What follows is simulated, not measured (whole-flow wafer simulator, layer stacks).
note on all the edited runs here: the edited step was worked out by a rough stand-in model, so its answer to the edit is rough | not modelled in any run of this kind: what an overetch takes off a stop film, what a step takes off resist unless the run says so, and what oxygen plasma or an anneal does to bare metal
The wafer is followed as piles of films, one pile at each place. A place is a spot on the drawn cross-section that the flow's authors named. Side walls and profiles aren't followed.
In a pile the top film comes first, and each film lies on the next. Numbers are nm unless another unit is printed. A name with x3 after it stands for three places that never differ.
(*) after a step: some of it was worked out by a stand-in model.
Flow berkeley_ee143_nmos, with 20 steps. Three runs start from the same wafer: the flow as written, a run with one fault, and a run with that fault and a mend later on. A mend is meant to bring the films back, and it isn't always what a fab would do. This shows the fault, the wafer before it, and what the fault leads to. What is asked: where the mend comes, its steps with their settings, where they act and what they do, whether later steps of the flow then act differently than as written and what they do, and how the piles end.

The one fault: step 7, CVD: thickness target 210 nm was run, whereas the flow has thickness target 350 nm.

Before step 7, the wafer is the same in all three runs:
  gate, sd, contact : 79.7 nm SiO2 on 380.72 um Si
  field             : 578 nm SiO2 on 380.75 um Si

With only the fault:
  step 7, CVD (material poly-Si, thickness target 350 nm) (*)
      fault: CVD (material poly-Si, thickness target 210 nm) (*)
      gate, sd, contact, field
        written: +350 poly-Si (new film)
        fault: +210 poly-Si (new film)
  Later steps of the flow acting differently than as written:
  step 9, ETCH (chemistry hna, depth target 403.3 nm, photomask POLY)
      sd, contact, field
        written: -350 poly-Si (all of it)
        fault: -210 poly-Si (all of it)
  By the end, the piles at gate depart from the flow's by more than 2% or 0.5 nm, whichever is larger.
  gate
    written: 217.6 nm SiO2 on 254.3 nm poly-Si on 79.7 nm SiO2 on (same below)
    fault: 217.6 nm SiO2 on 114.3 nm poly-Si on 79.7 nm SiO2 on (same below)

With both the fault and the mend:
  After step 7 comes the mend.
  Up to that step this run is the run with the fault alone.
  step 7a, CVD (material poly-Si, thickness target 140 nm) (*) (a further turn of the flow's step 7, with different settings)
      gate, sd, contact, field
        +140 poly-Si
  Later steps of the flow that are run all act as written at every place that is followed.
  At every place that both follow, the piles at the end match the flow's.
